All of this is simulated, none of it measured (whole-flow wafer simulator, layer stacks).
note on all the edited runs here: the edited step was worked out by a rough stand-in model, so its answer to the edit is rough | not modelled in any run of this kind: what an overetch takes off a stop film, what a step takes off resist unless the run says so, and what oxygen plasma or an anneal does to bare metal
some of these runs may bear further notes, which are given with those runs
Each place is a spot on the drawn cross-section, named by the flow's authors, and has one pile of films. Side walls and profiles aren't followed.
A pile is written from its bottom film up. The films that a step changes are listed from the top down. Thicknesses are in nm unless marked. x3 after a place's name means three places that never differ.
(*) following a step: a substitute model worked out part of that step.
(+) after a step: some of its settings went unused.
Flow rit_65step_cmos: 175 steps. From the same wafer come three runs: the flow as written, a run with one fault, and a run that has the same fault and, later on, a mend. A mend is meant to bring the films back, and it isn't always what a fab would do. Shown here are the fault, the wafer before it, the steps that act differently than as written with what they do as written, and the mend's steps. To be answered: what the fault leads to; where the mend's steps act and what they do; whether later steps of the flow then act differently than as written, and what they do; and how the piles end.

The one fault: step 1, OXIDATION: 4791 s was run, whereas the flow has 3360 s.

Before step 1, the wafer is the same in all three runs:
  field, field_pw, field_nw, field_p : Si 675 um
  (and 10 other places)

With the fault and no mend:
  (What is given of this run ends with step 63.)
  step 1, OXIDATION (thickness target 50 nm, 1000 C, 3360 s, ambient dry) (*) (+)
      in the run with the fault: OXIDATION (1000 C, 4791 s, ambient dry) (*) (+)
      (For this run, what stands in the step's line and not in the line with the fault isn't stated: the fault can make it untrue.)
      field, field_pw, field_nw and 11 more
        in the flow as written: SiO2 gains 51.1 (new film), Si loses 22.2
        in the run with the fault: SiO2 gains 63 (new film), Si loses 27.4
  Steps later in the flow that act otherwise than as written (21 other steps are not shown; they differ only slightly, by no more than 2% or 0.5 nm, whichever is larger):
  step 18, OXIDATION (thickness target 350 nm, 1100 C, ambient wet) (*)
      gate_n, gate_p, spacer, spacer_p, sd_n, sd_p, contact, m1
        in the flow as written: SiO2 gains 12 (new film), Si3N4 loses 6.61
        in the run with the fault: SiO2 gains 12 (new film), Si3N4 loses 6.61, SiO2 gains 0.05
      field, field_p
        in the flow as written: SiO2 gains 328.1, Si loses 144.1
        in the run with the fault: SiO2 gains 319.5, Si loses 140.3
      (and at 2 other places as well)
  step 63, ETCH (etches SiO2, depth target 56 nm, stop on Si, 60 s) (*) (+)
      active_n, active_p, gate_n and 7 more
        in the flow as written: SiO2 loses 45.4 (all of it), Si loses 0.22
        in the run with the fault: SiO2 loses 56
  Once step 63 is done, the piles at active_n, active_p, gate_n and 7 more depart from the flow's by more than 2% or 0.5 nm, whichever is larger.
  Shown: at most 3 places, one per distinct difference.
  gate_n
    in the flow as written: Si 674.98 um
    in the run with the fault: Si 674.97 um / SiO2 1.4
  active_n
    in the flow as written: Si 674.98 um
    in the run with the fault: Si 674.97 um / SiO2 1.35

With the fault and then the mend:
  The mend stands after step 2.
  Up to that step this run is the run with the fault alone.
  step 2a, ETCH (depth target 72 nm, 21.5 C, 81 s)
      field, field_pw, field_nw and 11 more
        SiO2 loses 63 (all of it)
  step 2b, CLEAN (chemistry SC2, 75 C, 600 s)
      field, field_pw, field_nw and 11 more
        chemical SiO2 gains 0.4 (new film), Si loses 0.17
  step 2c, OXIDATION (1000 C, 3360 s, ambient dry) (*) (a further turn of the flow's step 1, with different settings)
      field, field_pw, field_nw and 11 more
        SiO2 gains 51 (new film), chemical SiO2 loses 0.4 (all of it), Si loses 22.3
  Steps later in the flow that act otherwise than as written (17 other steps are not shown; they differ only slightly, by no more than 2% or 0.5 nm, whichever is larger):
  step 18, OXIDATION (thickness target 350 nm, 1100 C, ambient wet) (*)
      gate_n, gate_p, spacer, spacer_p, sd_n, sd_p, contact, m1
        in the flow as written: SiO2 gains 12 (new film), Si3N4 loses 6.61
        in the run with the mend: SiO2 gains 12 (new film), Si3N4 loses 6.61, SiO2 gains 0.03
  The piles end only slightly different from the flow's at the places that both follow, by no more than 2% or 0.5 nm, whichever is larger.
